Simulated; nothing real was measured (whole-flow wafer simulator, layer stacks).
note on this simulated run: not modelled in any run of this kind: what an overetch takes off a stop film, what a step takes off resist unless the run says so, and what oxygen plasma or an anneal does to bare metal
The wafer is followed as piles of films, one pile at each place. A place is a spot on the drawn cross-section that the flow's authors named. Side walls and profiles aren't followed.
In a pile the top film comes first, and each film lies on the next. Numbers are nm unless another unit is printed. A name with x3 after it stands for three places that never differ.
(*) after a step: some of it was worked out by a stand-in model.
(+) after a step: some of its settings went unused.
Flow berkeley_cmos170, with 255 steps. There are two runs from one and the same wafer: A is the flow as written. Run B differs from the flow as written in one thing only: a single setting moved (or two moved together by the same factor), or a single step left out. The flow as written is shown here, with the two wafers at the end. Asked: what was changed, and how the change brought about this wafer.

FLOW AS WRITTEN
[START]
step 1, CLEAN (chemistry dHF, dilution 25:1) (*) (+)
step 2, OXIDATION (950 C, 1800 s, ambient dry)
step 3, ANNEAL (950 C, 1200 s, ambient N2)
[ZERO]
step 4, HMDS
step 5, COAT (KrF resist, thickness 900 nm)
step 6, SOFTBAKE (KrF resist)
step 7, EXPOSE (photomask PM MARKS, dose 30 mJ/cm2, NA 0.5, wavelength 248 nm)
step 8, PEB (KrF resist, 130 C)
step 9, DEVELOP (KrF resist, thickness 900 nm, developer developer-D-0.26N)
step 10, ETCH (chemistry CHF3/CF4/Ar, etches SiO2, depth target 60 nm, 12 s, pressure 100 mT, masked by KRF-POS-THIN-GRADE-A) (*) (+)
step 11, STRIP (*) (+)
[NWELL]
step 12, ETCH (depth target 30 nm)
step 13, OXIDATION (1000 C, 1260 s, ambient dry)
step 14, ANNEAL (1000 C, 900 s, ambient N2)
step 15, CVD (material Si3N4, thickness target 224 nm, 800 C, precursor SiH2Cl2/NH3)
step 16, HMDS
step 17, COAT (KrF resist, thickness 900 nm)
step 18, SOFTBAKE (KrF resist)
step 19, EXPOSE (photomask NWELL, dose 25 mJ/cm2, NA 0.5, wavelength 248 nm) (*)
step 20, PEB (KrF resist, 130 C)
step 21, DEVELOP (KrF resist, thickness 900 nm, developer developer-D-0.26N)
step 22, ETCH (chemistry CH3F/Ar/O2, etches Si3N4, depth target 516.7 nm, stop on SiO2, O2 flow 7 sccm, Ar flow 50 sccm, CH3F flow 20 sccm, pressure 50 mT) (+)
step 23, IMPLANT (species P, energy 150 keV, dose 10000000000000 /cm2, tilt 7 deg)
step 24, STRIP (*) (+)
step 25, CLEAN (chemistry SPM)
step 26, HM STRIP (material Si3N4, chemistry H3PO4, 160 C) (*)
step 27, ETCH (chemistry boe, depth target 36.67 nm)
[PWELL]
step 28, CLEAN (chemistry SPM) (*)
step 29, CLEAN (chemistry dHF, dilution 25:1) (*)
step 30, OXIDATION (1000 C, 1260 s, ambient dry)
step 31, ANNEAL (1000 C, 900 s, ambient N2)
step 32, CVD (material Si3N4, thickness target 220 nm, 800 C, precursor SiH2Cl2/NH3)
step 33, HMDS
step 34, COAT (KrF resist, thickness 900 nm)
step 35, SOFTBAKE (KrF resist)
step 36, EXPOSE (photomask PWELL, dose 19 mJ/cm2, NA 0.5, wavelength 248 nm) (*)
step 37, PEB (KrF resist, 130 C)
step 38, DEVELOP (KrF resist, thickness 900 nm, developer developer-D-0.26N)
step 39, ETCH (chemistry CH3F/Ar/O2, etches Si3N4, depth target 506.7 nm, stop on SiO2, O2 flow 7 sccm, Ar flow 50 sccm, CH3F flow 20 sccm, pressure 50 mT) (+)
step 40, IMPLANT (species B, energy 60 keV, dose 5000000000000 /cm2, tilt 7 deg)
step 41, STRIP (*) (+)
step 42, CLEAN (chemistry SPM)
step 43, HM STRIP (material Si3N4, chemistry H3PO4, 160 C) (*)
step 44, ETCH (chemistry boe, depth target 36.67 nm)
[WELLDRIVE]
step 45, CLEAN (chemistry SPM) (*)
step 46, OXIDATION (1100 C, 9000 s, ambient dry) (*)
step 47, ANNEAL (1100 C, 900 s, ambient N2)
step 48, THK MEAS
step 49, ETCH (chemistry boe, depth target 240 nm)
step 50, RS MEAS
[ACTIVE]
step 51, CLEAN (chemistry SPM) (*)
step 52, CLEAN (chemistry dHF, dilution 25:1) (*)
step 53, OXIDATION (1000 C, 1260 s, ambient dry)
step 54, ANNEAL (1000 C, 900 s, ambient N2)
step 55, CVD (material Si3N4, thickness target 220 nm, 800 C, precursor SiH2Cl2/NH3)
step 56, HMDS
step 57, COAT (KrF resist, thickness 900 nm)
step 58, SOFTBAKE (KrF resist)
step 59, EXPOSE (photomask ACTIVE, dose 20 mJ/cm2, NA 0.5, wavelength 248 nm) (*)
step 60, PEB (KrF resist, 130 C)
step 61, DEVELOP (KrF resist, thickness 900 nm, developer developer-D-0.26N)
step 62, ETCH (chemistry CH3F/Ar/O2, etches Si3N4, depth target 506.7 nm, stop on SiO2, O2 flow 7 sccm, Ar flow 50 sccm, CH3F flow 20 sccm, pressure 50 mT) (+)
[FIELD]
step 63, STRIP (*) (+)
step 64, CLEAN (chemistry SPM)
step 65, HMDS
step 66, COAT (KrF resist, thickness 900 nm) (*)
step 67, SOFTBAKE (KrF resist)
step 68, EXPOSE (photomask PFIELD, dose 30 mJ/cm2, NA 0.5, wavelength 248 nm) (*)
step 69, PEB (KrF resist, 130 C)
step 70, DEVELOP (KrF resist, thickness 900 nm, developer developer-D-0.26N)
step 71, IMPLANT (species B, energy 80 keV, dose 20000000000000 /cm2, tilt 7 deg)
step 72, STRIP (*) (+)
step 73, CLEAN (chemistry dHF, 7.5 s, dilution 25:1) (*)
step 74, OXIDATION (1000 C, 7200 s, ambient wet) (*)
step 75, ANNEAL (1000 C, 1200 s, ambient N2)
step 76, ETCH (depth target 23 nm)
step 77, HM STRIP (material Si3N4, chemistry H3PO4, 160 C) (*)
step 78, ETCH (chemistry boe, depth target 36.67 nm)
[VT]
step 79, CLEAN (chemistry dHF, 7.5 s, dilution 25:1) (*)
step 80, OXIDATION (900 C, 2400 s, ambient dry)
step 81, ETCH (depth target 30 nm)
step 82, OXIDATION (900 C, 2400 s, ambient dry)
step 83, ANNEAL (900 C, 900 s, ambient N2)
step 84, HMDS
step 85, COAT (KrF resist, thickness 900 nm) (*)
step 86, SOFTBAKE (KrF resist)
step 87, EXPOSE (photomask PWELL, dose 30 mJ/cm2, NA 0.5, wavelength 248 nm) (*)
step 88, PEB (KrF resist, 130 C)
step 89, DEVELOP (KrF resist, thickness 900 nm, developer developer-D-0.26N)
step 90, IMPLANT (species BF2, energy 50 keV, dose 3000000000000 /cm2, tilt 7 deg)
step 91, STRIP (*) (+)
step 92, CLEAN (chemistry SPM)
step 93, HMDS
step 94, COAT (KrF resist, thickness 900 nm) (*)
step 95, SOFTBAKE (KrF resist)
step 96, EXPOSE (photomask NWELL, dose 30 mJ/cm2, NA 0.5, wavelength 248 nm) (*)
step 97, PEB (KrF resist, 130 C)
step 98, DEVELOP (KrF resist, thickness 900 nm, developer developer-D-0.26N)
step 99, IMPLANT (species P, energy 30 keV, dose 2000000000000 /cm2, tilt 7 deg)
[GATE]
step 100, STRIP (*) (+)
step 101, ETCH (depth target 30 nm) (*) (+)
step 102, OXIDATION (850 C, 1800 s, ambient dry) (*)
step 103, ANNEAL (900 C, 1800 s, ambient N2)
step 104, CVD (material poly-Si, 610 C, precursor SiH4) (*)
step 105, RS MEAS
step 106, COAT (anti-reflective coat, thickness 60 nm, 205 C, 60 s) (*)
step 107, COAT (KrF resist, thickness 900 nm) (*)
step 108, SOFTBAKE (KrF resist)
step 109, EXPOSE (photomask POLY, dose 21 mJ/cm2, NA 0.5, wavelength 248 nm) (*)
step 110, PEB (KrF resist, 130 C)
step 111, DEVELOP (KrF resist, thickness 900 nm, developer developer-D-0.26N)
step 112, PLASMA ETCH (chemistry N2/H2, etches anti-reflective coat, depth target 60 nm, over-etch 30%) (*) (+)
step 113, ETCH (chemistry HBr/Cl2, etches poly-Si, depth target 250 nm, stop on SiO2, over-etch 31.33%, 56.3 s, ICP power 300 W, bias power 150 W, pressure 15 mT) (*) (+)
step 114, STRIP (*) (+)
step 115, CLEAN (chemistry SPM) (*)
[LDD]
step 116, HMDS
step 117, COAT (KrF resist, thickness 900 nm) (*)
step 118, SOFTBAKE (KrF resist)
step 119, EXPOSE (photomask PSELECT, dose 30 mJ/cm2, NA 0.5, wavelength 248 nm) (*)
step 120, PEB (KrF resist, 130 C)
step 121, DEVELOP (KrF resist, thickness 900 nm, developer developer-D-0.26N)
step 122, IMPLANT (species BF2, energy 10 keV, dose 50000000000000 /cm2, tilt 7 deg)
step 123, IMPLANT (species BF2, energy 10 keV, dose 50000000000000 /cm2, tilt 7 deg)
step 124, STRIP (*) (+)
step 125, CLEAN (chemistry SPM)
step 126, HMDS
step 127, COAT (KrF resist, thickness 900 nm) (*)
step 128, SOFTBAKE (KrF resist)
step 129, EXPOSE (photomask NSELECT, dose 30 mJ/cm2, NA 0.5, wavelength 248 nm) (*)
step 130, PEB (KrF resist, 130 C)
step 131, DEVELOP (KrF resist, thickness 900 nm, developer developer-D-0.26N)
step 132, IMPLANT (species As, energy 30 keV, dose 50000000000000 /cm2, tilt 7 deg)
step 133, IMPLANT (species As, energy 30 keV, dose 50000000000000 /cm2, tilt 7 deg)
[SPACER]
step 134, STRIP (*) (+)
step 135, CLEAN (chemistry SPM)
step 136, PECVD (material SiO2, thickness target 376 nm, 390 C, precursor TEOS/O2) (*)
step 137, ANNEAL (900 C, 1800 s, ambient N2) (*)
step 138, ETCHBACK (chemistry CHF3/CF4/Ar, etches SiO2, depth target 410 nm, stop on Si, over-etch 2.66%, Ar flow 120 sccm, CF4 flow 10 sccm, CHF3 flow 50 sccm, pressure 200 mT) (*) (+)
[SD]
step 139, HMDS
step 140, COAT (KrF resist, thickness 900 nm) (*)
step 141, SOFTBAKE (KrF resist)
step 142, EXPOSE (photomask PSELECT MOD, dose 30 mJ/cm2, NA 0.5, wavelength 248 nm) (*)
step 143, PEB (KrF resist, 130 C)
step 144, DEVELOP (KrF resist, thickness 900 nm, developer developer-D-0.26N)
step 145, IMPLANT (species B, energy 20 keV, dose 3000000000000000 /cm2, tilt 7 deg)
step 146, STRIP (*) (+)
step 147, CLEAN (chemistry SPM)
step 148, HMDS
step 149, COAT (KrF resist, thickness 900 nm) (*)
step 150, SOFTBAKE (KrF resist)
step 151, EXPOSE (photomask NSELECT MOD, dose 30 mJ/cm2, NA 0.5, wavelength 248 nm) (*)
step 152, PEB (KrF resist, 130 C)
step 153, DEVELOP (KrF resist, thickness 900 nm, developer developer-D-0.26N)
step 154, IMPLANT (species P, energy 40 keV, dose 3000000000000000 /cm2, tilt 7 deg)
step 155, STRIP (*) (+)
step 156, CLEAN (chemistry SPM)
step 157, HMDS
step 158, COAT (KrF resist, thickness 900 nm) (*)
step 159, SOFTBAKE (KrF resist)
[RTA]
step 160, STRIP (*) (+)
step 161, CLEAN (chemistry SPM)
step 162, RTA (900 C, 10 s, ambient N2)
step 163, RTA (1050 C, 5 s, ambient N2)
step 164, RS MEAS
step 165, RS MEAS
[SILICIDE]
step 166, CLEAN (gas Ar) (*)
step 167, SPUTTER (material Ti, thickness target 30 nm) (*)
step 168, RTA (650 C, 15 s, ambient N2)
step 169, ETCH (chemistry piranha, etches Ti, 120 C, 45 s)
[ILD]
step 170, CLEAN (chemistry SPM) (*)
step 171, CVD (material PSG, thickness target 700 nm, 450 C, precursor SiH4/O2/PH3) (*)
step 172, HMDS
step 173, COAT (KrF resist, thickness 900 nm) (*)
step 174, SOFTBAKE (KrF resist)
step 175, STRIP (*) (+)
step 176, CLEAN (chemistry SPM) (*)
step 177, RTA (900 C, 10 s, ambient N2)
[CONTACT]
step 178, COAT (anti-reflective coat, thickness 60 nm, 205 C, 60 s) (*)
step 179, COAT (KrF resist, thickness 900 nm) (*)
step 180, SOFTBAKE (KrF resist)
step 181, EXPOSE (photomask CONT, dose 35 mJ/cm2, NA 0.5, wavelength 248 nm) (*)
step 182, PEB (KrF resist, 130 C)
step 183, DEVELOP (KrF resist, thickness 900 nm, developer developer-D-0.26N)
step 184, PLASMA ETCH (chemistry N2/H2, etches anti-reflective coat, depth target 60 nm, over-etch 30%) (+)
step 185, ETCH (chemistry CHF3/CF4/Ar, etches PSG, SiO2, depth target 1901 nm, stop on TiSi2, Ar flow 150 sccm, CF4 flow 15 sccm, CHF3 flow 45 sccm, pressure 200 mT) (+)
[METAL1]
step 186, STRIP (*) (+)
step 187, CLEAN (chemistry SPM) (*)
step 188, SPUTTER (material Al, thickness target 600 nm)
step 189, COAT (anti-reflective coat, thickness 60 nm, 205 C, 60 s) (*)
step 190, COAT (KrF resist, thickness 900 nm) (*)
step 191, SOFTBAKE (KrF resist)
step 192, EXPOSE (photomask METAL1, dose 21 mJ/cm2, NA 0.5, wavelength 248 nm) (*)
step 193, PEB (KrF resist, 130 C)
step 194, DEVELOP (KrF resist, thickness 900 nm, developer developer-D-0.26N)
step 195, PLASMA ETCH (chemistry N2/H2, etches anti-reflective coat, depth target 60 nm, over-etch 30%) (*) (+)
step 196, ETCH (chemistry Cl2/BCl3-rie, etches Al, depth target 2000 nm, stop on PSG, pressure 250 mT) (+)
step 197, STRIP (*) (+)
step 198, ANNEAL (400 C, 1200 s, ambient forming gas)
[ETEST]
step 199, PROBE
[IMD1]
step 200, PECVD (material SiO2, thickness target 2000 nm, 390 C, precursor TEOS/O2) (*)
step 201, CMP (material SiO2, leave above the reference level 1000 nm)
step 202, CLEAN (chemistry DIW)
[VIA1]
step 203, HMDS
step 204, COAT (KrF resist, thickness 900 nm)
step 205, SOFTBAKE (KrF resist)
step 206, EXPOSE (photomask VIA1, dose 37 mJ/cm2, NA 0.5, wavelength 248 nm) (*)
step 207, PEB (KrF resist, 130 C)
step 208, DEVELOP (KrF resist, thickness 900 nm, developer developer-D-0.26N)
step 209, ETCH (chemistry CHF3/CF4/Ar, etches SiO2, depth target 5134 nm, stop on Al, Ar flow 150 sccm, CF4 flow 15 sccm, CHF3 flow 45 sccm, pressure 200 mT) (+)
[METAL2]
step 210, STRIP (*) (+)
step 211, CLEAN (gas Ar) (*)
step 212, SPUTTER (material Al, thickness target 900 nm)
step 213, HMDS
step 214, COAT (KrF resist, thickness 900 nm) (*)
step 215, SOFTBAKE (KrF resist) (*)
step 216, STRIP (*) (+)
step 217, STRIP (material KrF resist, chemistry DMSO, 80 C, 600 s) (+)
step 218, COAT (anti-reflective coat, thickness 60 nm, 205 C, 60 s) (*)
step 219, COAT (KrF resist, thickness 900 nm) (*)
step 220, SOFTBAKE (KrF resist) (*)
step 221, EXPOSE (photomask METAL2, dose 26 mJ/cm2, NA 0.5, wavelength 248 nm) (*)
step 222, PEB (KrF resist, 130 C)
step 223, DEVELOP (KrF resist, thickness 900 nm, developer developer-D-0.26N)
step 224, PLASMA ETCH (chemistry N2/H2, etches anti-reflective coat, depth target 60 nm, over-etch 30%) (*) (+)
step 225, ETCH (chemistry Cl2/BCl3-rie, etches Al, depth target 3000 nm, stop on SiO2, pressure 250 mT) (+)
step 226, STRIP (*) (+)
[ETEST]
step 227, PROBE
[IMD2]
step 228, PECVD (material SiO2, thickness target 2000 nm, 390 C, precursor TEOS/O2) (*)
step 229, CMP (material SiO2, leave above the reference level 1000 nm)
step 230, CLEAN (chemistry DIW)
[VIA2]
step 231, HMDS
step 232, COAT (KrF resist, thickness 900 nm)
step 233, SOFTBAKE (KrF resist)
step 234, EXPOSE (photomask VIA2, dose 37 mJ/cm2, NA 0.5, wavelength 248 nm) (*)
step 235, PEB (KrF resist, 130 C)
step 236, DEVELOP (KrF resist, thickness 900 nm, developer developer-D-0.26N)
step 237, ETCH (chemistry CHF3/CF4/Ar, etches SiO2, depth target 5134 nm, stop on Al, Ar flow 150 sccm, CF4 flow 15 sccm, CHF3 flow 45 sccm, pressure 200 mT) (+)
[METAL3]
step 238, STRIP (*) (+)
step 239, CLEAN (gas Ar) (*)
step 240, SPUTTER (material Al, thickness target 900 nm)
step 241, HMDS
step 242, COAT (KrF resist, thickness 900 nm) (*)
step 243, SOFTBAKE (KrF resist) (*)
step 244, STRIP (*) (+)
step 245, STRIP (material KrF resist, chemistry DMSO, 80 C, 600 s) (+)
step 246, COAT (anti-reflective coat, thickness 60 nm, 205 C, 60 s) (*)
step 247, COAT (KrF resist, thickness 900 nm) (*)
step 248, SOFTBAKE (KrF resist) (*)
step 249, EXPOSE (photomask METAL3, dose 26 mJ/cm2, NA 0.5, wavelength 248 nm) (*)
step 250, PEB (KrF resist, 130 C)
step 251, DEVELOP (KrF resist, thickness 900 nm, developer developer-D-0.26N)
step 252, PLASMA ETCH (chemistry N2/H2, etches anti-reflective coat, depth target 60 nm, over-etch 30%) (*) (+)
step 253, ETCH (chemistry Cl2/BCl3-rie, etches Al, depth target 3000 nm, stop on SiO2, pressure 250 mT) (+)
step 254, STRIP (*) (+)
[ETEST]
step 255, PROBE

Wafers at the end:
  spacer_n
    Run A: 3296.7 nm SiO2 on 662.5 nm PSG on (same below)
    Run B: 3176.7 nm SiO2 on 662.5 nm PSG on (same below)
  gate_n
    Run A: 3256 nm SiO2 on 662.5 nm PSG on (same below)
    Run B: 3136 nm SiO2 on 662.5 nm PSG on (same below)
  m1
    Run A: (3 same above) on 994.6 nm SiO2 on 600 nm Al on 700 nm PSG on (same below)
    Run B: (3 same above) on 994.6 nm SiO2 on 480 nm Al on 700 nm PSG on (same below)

The reason: step 188, SPUTTER: thickness target 480 nm was run, while the flow as written has thickness target 600 nm.
The wafer lets one read it off: m1 has Al 480, and step 188 as written asks for 600 nm.

How this came from the change, step by step:
  step 188, SPUTTER (material Al, thickness target 600 nm)
      field, sd_n, spacer_n and 7 more: A +600 Al (new film) | B +480 Al (new film)
      sd_p: A +573.8 Al (new film) | B +455.1 Al (new film)
      (as well as at 1 more place)
  step 189, COAT (anti-reflective coat, thickness 60 nm, 205 C, 60 s) (*)
      sd_n: A +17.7 anti-reflective coat (new film) | B +14.3 anti-reflective coat (new film)
      contact: A +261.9 anti-reflective coat (new film) | B +247.8 anti-reflective coat (new film)
  step 195, PLASMA ETCH (chemistry N2/H2, etches anti-reflective coat, depth target 60 nm, over-etch 30%) (*) (+)
      sd_n: A -17.7 anti-reflective coat (all of it) | B -14.3 anti-reflective coat (all of it)
  step 196, ETCH (chemistry Cl2/BCl3-rie, etches Al, depth target 2000 nm, stop on PSG, pressure 250 mT) (+)
      field, sd_n, spacer_n, gate_n, spacer_p, gate_p: A -600 Al (all of it), -37.5 PSG | B -480 Al (all of it), -37.5 PSG
      contact, m1, via1, m2, via2: A -450 KrF resist | B -390 KrF resist
      (as well as at 1 more place)
  step 197, STRIP (*) (+)
      contact: A -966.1 KrF resist (all of it), -261.9 anti-reflective coat (all of it) | B -999 KrF resist (all of it), -247.8 anti-reflective coat (all of it)
      m1: A -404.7 KrF resist (all of it), -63 anti-reflective coat (all of it) | B -464.3 KrF resist (all of it), -62.9 anti-reflective coat (all of it)
      (as well as at 3 more places)
  step 201, CMP (material SiO2, leave above the reference level 1000 nm)
      spacer_n, spacer_p: A -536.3 SiO2 | B -656.3 SiO2
      gate_n, gate_p: A -577.1 SiO2 | B -697.1 SiO2
      (as well as at 4 more places)
